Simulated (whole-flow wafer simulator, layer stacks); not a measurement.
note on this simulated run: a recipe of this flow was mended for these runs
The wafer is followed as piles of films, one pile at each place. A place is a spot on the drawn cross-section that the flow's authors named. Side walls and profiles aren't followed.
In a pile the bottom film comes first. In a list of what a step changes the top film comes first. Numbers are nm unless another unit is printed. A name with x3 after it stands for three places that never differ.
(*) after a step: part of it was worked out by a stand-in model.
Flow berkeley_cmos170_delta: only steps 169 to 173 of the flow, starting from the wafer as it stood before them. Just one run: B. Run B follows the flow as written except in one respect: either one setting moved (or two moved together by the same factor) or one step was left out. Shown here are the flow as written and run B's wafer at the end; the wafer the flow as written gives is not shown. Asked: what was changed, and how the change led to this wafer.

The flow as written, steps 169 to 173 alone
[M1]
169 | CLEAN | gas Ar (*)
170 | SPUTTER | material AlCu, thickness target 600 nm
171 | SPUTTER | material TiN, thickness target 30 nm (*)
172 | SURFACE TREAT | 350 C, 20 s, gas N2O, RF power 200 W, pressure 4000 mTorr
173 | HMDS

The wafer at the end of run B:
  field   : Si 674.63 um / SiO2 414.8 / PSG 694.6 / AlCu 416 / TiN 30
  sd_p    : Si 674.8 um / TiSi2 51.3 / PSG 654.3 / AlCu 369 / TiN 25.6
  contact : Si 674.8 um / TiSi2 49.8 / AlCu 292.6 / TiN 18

What caused this: step 170, SPUTTER: thickness target 416 nm was run, though the flow has thickness target 600 nm.
The wafer lets one read it off: field has AlCu 416, and step 170 as written asks for 600 nm.

How this came from the change, step by step:
  170 | SPUTTER | material AlCu, thickness target 600 nm
      field, sd_n, spacer_n, gate, spacer_p, gate_p, m1: +416 AlCu (new film) (as written it would have been: +600 AlCu (new film))
      sd_p: +369 AlCu (new film) (as written it would have been: +539.5 AlCu (new film))
      (as well as at 1 more place)
  171 | SPUTTER | material TiN, thickness target 30 nm (*)
      contact: +18 TiN (new film) (as written it would have been: +16.3 TiN (new film))
